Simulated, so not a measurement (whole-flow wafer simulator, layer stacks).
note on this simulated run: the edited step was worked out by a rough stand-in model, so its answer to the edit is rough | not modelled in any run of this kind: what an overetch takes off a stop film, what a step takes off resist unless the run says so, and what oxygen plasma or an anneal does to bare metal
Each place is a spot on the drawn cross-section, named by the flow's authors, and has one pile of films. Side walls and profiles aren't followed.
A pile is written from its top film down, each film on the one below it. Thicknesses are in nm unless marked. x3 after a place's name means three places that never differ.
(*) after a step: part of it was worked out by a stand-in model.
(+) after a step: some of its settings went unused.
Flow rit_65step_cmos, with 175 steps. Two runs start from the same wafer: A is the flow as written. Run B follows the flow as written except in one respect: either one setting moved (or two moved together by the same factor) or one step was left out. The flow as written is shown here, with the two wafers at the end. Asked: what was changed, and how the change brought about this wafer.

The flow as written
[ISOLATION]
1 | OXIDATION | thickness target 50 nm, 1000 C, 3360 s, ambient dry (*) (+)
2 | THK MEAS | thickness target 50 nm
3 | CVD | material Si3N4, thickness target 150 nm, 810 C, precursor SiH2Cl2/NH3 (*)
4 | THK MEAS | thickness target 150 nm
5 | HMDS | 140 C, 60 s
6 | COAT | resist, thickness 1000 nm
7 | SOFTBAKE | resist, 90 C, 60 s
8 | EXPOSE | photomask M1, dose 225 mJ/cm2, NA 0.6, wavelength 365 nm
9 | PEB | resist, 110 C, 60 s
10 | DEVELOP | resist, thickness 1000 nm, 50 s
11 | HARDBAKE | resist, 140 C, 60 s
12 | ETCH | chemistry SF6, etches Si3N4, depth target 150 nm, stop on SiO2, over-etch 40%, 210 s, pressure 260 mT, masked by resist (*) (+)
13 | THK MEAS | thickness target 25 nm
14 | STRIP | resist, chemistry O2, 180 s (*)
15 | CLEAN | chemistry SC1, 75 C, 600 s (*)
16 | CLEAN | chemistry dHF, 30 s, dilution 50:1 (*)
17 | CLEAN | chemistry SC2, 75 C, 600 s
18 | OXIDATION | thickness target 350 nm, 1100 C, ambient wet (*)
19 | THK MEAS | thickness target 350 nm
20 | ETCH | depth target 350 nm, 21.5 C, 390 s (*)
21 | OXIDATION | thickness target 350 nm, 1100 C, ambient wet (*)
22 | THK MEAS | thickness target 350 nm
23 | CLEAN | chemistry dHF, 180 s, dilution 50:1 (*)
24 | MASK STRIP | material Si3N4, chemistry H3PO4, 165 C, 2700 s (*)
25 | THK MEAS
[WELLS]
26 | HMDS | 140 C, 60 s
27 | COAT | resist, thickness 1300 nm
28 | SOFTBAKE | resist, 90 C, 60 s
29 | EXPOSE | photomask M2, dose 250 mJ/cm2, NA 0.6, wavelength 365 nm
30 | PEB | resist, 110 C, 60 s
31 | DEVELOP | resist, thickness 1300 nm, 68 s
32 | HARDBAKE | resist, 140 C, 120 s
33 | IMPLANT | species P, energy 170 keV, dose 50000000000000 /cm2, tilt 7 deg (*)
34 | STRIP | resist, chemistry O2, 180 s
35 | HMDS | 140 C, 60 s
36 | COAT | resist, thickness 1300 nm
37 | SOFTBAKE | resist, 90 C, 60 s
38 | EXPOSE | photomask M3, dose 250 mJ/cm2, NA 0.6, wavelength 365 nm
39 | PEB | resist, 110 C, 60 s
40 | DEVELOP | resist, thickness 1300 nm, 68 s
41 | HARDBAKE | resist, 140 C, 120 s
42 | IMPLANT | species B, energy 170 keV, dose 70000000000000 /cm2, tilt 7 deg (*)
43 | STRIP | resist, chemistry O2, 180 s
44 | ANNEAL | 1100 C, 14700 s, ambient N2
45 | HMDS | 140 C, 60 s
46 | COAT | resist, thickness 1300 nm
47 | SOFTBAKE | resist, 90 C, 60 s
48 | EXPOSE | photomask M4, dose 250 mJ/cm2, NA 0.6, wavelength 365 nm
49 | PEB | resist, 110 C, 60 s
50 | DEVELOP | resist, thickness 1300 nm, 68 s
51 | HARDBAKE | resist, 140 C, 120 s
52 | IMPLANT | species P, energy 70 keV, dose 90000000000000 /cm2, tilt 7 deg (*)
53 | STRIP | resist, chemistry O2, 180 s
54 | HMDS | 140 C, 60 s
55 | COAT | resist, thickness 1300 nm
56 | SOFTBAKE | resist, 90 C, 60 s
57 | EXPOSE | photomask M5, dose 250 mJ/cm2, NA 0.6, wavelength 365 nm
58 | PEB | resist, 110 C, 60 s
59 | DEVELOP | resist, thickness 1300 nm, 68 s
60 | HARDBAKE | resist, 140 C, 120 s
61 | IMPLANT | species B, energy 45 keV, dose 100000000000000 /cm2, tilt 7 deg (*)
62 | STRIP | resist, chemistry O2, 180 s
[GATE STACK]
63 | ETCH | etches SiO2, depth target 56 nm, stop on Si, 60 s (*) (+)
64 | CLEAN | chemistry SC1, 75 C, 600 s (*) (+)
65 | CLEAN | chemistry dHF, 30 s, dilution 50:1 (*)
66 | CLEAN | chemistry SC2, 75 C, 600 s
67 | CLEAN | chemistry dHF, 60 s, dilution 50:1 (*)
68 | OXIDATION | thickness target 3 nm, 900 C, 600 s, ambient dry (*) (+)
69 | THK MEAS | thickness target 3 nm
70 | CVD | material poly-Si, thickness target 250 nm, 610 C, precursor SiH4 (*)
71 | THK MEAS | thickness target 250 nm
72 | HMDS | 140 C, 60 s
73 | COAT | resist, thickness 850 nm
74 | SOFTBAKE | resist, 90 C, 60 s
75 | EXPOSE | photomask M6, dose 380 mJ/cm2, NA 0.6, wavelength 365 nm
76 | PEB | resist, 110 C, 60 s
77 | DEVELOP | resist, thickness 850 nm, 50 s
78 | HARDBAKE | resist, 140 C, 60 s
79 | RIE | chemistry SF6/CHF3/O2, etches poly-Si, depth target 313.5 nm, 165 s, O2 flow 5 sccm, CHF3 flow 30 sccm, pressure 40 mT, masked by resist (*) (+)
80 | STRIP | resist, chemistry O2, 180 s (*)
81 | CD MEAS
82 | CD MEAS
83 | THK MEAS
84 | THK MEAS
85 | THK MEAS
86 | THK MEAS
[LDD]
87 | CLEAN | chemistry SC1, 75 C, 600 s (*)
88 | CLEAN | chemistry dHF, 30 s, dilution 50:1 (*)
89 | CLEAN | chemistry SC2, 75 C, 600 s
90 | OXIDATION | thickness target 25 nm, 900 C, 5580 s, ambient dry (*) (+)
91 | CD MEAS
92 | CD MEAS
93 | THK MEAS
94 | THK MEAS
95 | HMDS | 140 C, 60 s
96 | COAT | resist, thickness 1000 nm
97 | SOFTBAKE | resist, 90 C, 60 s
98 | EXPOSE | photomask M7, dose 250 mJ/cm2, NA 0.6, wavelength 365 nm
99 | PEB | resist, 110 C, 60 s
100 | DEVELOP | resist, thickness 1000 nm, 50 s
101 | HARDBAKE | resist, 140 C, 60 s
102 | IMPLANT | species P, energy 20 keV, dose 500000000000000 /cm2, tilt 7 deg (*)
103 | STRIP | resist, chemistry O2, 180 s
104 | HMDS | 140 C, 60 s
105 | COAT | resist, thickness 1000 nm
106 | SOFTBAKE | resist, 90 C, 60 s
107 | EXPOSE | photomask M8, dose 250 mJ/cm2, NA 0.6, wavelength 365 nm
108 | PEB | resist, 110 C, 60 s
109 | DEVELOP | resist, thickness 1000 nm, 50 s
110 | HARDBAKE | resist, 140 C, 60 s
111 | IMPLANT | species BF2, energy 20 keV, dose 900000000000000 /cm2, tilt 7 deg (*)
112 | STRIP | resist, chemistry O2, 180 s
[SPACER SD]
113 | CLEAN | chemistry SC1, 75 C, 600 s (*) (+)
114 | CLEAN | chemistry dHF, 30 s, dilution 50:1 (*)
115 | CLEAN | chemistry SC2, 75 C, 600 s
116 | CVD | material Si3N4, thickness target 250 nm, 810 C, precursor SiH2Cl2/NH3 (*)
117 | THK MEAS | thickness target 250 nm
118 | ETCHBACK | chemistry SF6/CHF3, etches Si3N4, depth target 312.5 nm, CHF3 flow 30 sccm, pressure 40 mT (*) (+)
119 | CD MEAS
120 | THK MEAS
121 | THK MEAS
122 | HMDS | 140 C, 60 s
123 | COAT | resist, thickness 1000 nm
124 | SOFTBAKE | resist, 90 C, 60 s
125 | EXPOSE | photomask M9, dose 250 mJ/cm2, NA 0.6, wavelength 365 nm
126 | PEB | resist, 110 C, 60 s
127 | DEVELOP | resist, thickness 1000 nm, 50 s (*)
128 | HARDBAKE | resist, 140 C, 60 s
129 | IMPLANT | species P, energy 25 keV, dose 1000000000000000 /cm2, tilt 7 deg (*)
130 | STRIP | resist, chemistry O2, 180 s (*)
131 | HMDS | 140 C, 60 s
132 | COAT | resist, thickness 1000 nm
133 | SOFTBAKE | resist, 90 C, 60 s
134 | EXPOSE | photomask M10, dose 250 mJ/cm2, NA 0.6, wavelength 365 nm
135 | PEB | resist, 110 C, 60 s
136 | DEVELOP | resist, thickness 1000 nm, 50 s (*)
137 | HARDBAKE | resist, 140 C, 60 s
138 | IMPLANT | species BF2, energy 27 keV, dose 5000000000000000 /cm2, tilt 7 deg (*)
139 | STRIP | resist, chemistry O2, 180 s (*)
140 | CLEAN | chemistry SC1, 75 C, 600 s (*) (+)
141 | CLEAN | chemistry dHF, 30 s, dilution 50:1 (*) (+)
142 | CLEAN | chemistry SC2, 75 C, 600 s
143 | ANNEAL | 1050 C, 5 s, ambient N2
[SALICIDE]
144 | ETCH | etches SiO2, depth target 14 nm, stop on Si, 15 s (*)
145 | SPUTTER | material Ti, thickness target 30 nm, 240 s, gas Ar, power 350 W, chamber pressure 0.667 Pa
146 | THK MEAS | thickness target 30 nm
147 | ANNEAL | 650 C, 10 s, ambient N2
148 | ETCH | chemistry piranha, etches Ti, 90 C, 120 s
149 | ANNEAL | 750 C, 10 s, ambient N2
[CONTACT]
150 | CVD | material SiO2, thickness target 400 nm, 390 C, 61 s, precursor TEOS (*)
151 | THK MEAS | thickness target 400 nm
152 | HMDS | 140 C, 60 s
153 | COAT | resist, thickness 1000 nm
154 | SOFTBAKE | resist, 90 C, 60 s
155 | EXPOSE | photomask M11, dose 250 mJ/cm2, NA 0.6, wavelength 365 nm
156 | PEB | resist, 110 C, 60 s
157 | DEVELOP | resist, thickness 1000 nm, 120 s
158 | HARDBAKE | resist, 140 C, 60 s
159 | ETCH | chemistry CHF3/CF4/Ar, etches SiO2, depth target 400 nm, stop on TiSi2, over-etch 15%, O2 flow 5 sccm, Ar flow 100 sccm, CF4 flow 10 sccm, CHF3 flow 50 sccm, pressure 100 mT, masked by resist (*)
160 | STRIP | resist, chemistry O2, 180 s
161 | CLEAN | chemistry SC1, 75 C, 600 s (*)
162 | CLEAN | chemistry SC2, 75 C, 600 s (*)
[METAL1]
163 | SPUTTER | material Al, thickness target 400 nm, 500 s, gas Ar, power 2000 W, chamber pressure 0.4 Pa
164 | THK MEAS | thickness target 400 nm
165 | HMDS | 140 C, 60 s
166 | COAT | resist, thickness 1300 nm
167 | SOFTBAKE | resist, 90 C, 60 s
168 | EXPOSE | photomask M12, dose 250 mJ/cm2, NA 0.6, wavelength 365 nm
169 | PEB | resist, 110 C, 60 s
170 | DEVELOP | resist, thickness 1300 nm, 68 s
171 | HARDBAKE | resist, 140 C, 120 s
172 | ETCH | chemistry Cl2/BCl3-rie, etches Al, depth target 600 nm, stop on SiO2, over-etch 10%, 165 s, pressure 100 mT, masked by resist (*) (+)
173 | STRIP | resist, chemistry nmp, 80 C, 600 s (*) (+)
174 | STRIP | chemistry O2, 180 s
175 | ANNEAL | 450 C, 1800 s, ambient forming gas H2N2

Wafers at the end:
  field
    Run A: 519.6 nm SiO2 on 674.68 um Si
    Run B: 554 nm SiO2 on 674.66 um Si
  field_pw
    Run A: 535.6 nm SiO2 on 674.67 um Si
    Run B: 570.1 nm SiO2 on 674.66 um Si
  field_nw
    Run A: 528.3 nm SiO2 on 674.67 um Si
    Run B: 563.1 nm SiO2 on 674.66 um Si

Cause: step 21, OXIDATION: thickness target 385 nm was run, whereas the flow has thickness target 350 nm.

Step by step, how the change led to this:
  21 | OXIDATION | thickness target 350 nm, 1100 C, ambient wet (*)
      active_n, active_p, gate_n and 7 more: A SiO2 gains 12 (new film), Si3N4 loses 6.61 | B SiO2 gains 13.5 (new film), Si3N4 loses 7.48
      field, field_pw, field_nw, field_p: A SiO2 gains 350 (new film), Si loses 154 | B SiO2 gains 385 (new film), Si loses 169.4
  23 | CLEAN | chemistry dHF, 180 s, dilution 50:1 (*)
      active_n, active_p, gate_n and 7 more: A SiO2 loses 12 (all of it), Si3N4 loses 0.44 | B SiO2 loses 13.5 (all of it), Si3N4 loses 0.29
  90 | OXIDATION | thickness target 25 nm, 900 C, 5580 s, ambient dry (*) (+)
      field, field_pw: A SiO2 gains 6.57, Si loses 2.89 | B SiO2 gains 6, Si loses 2.64
      field_nw, field_p: A SiO2 gains 6.7, Si loses 2.95 | B SiO2 gains 6.11, Si loses 2.69
